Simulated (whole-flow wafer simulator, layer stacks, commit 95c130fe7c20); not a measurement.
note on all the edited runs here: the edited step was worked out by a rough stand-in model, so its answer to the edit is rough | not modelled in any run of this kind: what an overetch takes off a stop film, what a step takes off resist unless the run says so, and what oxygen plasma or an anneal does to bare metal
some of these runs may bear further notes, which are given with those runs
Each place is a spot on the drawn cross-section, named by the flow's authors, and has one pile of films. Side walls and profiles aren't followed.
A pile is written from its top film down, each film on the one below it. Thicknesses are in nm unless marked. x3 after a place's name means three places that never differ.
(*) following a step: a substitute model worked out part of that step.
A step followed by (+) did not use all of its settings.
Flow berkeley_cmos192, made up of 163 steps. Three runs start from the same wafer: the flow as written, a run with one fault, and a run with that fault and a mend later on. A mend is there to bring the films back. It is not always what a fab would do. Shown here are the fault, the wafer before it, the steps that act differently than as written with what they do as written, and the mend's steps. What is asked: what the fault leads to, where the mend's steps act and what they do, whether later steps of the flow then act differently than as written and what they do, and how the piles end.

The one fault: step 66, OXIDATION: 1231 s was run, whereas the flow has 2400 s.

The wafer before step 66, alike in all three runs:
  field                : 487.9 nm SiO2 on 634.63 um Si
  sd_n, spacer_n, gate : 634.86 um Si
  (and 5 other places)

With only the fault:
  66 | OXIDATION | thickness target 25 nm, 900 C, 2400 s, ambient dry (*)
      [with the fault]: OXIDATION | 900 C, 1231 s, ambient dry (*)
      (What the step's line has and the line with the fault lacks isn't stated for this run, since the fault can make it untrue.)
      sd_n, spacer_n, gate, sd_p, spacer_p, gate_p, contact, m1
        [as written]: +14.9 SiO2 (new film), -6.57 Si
        [with the fault]: +9.82 SiO2 (new film), -4.32 Si
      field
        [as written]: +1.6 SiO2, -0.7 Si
        [with the fault]: +0.82 SiO2, -0.36 Si
  Later steps of the flow acting differently than as written (34 other steps are not shown; they differ only slightly, by no more than 2% or 0.5 nm, whichever is larger):
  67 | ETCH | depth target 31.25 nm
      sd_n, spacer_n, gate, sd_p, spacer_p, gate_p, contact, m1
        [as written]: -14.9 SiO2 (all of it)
        [with the fault]: -9.82 SiO2 (all of it)
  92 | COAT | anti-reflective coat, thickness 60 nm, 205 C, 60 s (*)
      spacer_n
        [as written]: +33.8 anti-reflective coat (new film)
        [with the fault]: +34.5 anti-reflective coat (new film)
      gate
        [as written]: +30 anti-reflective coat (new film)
        [with the fault]: +30.8 anti-reflective coat (new film)
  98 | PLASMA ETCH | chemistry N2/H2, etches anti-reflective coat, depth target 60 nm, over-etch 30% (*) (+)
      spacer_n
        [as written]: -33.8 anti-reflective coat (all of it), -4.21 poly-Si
        [with the fault]: -34.5 anti-reflective coat (all of it), -4.13 poly-Si
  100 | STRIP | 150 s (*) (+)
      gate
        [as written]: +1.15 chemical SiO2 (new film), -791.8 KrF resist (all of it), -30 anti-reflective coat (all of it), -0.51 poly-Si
        [with the fault]: +1.15 chemical SiO2 (new film), -789.6 KrF resist (all of it), -30.8 anti-reflective coat (all of it), -0.51 poly-Si
  When the end is reached, the piles differ only a little from the flow's at the places that both follow, at most by 2% or 0.5 nm, whichever is larger.

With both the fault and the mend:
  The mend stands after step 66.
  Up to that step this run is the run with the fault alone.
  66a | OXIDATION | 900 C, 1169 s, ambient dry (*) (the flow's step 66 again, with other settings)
      sd_n, spacer_n, gate, sd_p, spacer_p, gate_p, contact, m1
        +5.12 SiO2, -2.25 Si
      field
        +0.78 SiO2, -0.34 Si
  Later steps of the flow that are run all act as written at every place that is followed.
  By the end, the piles equal the flow's at every place that both follow.
